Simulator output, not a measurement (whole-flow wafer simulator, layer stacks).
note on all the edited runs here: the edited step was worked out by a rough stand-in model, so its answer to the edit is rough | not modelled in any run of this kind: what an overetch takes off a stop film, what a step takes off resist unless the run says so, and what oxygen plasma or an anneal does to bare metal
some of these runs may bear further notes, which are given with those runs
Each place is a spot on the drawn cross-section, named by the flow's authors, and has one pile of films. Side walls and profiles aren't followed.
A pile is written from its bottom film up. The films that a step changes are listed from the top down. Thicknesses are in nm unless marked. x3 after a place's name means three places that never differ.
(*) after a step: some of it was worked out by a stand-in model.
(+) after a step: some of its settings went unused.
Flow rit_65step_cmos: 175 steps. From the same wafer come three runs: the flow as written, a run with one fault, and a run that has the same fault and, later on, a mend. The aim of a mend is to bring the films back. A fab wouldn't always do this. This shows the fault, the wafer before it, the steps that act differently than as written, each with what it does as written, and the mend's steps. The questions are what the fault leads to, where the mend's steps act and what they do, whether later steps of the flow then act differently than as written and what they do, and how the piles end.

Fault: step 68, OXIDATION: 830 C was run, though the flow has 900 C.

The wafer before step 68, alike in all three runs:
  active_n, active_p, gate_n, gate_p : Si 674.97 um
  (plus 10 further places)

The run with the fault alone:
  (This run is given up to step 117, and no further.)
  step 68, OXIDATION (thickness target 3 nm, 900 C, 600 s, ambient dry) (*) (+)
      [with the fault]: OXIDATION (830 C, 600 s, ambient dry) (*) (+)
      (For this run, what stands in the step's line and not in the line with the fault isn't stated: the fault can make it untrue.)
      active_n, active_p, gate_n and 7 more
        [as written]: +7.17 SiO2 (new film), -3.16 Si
        [with the fault]: +3 SiO2 (new film), -1.32 Si
  Steps further on in the flow that do not act as written (not shown: 14 more steps that differ only slightly, by at most 2% or 0.5 nm, whichever is larger):
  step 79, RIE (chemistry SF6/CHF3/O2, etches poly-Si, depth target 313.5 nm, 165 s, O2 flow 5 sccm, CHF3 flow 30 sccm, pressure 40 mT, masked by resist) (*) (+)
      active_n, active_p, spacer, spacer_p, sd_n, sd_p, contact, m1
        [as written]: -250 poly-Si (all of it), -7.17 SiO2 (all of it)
        [with the fault]: -250 poly-Si (all of it), -3 SiO2 (all of it)
  The piles after step 117 differ from the flow's at gate_n, gate_p by more than 2% or 0.5 nm, whichever is larger.
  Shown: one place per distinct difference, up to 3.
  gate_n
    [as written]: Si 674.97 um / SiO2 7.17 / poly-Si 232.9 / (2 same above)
    [with the fault]: Si 674.97 um / SiO2 3 / poly-Si 232.9 / (2 same above)

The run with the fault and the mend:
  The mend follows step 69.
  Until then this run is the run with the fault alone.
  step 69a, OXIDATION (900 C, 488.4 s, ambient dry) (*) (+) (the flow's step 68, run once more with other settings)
      active_n, active_p, gate_n and 7 more
        +4 SiO2, -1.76 Si
  None of the later steps of the flow differs from how it acts as written, at any place that is followed, by more than 2% or 0.5 nm, whichever is larger.
  The piles end only slightly different from the flow's at the places that both follow, by no more than 2% or 0.5 nm, whichever is larger.
